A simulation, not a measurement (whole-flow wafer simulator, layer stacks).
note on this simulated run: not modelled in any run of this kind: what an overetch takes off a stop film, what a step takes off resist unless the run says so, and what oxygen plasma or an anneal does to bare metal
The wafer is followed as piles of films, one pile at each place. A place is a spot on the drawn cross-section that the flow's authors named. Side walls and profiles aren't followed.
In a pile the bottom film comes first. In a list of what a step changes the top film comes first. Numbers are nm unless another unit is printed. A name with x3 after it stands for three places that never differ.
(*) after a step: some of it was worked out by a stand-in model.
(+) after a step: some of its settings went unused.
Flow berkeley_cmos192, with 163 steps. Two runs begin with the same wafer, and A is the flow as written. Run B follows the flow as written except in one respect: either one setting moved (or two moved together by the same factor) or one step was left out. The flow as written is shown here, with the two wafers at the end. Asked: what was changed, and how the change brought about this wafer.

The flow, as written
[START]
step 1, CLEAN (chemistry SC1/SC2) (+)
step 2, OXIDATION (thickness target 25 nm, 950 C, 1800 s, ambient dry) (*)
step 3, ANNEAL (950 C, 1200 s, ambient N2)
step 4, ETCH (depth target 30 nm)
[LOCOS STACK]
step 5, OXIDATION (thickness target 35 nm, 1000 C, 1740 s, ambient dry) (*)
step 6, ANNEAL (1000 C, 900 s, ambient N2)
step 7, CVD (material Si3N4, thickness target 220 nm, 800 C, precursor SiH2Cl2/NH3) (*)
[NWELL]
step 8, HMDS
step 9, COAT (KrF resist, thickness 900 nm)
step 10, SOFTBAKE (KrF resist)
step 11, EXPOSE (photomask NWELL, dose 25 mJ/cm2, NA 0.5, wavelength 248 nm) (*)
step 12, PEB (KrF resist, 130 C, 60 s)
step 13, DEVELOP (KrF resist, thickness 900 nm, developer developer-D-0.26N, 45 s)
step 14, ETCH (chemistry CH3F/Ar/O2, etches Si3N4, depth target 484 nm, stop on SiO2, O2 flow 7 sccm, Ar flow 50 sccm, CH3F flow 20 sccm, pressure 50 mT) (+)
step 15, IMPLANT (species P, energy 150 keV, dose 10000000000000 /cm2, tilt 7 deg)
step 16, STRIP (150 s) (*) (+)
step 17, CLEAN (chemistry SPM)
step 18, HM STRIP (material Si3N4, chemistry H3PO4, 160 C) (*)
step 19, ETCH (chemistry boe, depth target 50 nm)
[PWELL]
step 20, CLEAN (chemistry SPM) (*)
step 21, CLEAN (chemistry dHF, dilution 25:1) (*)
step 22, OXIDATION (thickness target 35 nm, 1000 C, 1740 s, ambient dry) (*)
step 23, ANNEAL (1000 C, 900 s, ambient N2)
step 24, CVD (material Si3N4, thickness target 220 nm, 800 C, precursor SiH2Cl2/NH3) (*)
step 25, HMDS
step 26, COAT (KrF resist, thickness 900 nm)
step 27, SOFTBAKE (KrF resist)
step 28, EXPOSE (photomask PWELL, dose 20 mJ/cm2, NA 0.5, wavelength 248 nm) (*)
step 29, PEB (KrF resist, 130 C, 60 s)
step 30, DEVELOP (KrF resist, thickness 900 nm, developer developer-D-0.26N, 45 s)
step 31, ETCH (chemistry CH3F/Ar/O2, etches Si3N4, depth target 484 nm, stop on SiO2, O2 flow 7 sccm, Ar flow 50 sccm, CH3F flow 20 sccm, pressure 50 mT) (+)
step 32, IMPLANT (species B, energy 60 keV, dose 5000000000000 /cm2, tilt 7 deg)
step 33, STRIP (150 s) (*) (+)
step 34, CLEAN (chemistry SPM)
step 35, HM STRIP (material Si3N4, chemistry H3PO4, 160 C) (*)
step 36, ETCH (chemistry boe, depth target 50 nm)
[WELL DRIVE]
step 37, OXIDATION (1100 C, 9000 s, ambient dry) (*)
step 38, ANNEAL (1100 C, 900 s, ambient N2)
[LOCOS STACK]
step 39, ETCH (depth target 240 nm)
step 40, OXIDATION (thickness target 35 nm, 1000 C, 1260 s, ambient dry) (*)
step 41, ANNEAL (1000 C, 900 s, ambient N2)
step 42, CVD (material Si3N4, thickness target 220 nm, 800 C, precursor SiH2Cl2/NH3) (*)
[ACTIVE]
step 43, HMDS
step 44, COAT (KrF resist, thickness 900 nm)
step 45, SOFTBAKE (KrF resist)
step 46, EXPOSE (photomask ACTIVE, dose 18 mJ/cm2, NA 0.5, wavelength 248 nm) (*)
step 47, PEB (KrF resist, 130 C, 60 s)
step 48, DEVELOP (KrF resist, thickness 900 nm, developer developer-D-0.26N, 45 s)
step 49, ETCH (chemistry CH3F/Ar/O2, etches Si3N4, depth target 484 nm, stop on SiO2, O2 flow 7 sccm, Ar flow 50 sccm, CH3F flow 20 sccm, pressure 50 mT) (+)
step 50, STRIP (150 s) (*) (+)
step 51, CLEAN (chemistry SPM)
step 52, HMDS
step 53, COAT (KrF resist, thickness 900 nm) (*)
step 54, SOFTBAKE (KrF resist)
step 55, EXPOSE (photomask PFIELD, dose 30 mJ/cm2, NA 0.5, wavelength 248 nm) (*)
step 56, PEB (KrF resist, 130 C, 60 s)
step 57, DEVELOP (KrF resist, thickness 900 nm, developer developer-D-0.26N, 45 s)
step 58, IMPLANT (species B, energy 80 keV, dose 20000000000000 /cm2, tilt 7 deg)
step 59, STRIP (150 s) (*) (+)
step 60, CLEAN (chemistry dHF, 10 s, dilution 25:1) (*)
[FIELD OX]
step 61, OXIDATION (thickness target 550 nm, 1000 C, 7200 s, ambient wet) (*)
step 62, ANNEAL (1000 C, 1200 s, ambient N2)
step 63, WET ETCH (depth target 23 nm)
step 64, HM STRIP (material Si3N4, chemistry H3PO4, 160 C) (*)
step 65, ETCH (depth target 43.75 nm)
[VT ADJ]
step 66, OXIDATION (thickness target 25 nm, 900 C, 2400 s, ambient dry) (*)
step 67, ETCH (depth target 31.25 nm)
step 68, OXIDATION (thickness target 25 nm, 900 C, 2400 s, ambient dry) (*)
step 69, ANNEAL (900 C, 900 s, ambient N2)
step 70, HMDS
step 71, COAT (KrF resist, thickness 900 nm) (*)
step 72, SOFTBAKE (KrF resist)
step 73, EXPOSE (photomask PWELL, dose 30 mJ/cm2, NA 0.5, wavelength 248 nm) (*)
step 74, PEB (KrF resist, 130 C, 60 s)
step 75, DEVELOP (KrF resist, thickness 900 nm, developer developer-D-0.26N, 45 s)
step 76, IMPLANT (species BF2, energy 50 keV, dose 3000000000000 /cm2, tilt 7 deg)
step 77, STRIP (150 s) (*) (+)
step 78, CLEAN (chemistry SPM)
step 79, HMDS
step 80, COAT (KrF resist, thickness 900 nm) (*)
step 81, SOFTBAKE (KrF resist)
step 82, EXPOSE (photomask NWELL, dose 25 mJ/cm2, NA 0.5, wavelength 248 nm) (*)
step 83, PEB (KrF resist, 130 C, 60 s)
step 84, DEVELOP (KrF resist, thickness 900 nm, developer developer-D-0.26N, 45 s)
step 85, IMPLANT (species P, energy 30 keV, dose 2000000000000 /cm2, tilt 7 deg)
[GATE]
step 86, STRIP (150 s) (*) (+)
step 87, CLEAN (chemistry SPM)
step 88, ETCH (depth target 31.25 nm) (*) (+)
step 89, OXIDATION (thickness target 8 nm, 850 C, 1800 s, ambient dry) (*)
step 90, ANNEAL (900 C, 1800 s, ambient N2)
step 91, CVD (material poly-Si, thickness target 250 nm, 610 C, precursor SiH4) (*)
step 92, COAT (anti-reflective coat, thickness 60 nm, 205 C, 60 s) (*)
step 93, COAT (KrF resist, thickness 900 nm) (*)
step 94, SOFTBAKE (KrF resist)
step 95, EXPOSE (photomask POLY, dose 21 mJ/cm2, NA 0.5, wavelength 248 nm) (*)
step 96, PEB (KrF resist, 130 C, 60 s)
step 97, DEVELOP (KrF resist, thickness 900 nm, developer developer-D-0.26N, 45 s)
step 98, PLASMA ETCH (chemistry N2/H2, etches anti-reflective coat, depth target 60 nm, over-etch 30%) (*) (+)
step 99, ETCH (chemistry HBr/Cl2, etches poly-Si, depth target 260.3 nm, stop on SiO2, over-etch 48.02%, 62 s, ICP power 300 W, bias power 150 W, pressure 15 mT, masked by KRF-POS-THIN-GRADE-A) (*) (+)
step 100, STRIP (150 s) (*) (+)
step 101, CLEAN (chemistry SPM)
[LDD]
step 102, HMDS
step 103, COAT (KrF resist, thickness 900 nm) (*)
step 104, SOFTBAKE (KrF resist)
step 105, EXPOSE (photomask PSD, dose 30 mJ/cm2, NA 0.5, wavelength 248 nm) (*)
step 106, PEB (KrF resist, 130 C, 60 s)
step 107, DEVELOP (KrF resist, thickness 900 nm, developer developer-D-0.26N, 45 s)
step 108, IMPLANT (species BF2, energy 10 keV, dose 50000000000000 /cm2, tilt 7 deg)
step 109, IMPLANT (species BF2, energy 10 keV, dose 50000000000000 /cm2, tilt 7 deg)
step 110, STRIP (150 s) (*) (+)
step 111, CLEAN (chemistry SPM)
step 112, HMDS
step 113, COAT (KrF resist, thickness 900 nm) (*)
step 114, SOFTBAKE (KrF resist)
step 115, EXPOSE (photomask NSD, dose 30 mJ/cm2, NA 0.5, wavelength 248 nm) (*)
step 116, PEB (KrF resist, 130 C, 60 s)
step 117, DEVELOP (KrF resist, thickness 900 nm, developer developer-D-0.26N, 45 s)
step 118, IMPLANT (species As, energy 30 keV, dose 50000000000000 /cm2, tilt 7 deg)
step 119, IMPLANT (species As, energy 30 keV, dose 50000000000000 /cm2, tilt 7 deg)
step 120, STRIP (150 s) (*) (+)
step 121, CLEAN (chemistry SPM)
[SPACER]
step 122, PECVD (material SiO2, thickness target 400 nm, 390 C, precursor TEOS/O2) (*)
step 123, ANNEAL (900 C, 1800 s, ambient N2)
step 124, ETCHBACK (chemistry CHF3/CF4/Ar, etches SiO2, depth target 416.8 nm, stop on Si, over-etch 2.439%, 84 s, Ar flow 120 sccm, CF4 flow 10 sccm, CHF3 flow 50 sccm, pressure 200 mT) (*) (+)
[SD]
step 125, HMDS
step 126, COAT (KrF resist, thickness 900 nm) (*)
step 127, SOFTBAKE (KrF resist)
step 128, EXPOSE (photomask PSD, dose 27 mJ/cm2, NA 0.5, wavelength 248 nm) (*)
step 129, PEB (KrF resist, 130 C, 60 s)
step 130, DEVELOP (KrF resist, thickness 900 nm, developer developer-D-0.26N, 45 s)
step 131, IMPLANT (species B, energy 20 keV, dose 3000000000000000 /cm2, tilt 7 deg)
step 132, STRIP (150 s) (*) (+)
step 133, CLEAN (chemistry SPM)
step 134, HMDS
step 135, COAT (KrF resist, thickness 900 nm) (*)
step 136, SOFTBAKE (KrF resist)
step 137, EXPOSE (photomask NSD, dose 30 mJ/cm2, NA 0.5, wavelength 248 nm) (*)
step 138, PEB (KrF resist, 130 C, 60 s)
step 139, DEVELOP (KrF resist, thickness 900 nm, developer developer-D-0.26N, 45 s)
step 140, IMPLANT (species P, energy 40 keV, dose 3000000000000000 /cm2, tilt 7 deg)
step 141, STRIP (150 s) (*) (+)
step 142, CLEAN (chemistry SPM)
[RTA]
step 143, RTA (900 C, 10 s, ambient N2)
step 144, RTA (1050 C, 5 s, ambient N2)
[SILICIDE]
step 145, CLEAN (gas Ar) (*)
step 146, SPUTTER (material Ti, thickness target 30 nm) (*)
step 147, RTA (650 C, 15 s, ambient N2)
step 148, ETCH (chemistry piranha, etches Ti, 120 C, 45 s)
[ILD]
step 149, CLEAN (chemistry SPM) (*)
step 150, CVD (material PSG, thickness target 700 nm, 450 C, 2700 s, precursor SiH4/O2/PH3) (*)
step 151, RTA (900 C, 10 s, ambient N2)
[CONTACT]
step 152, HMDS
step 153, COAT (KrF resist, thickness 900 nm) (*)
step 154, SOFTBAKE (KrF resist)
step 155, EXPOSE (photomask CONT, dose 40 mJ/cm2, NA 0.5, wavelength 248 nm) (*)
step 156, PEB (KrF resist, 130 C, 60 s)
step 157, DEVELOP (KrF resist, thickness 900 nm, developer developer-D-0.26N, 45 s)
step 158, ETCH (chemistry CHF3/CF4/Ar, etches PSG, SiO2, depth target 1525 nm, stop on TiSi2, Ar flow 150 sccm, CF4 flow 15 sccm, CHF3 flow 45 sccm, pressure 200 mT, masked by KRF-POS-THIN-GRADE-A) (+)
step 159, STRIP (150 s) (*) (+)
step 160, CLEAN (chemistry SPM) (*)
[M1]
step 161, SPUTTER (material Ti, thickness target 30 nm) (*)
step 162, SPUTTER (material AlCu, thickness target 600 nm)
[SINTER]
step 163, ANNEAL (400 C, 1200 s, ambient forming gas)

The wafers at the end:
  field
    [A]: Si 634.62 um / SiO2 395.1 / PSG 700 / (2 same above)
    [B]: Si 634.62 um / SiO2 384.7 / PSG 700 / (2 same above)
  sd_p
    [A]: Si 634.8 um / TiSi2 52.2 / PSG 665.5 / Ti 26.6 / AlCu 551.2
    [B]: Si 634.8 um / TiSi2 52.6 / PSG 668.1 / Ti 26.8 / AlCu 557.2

The reason: step 65, ETCH: depth target 54.25 nm was run, while the flow as written has depth target 43.75 nm.

Step by step, how the change led to this:
  step 65, ETCH (depth target 43.75 nm)
      field: A -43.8 SiO2 | B -54.2 SiO2
  step 92, COAT (anti-reflective coat, thickness 60 nm, 205 C, 60 s) (*)
      sd_n: A +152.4 anti-reflective coat (new film) | B +145.1 anti-reflective coat (new film)
      spacer_n: A +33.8 anti-reflective coat (new film) | B +36.4 anti-reflective coat (new film)
      (also at 4 further places)
  step 98, PLASMA ETCH (chemistry N2/H2, etches anti-reflective coat, depth target 60 nm, over-etch 30%) (*) (+)
      sd_n: A -152.4 anti-reflective coat (all of it), -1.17 poly-Si | B -145.1 anti-reflective coat (all of it), -1.12 poly-Si
      spacer_n: A -33.8 anti-reflective coat (all of it), -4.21 poly-Si | B -36.4 anti-reflective coat (all of it), -3.9 poly-Si
      (also at 2 further places)
  step 100, STRIP (150 s) (*) (+)
      gate: A +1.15 chemical SiO2 (new film), -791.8 KrF resist (all of it), -30 anti-reflective coat (all of it), -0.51 poly-Si | B +1.15 chemical SiO2 (new film), -783 KrF resist (all of it), -32.9 anti-reflective coat (all of it), -0.51 poly-Si
      gate_p: A +1.15 chemical SiO2 (new film), -765.1 KrF resist (all of it), -31 anti-reflective coat (all of it), -0.51 poly-Si | B +1.15 chemical SiO2 (new film), -759.1 KrF resist (all of it), -33.2 anti-reflective coat (all of it), -0.51 poly-Si
